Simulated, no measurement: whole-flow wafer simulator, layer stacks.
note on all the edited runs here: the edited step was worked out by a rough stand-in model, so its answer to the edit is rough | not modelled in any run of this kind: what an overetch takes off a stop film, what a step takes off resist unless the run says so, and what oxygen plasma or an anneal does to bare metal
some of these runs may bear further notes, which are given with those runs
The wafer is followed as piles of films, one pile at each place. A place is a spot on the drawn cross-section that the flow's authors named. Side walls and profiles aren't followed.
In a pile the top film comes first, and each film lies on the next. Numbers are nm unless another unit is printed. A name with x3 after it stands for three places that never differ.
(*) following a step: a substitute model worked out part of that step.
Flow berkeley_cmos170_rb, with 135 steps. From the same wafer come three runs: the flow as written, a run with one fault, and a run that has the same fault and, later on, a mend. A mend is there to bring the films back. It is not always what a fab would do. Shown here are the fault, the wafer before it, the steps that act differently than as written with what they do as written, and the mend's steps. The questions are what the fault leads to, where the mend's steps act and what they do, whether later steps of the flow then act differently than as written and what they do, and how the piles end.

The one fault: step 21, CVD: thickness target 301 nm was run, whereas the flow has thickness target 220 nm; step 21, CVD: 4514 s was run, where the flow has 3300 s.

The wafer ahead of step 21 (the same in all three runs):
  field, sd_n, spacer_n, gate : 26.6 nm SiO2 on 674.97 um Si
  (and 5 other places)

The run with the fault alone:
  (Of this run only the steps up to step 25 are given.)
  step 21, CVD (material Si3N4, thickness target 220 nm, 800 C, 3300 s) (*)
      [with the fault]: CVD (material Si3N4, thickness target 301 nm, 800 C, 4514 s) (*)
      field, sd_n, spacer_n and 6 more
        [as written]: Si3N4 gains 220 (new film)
        [with the fault]: Si3N4 gains 301 (new film)
  Every later step of the flow up to step 25 that is run acts as written at every place that is followed.
  After step 25, at field, sd_n, spacer_n and 6 more, the piles differ from the flow's by more than 2% or 0.5 nm, whichever is larger.
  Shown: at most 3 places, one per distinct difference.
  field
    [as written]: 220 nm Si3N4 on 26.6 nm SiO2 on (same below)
    [with the fault]: 301 nm Si3N4 on 26.6 nm SiO2 on (same below)
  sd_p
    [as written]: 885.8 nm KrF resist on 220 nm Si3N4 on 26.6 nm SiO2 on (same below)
    [with the fault]: 885.8 nm KrF resist on 301 nm Si3N4 on 26.6 nm SiO2 on (same below)

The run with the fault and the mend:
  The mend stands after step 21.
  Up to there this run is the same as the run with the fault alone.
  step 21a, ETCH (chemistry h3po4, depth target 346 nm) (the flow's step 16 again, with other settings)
      field, sd_n, spacer_n and 6 more
        Si3N4 loses 301 (all of it)
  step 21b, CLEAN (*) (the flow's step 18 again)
      leaves every film unchanged at each place that is followed
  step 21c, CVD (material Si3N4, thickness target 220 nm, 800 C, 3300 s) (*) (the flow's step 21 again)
      field, sd_n, spacer_n and 6 more
        Si3N4 gains 220 (new film)
  Every later step of the flow that is run acts as written at every place that is followed.
  The piles end the same as the flow's at every place that both follow.
